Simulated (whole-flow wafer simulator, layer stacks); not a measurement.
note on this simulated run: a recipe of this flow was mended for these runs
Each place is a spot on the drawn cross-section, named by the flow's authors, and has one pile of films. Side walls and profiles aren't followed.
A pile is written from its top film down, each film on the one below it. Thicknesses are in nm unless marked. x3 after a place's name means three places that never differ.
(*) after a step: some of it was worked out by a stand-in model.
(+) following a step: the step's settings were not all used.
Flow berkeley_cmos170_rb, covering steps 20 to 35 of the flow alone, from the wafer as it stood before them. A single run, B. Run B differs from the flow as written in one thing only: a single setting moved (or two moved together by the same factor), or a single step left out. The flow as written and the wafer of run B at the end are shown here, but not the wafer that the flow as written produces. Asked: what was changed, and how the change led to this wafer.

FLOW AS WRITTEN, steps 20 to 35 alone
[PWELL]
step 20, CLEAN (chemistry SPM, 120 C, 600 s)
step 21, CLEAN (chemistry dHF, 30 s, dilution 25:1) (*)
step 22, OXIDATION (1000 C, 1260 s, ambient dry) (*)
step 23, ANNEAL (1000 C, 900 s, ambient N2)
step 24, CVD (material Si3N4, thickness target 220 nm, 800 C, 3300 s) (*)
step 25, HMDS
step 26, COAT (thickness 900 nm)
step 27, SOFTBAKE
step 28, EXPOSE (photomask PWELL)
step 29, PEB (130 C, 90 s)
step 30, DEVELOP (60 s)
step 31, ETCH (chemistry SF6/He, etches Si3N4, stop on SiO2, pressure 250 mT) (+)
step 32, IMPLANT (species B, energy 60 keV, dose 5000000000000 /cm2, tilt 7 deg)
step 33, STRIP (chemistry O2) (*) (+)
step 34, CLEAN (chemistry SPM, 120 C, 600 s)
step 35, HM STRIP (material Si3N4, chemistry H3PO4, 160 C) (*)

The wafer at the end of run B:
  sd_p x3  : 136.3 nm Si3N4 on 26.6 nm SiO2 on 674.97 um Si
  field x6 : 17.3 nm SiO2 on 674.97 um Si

What caused this: step 35, HM STRIP: 128 C was run, though the flow has 160 C.

Step by step, how the change led to this:
  step 35, HM STRIP (material Si3N4, chemistry H3PO4, 160 C) (*)
      sd_p x3: -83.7 Si3N4 (in the flow as written it would be: -220 Si3N4 (all of it), -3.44 SiO2)
      field x6: -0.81 SiO2 (in the flow as written it would be: -10.5 SiO2)
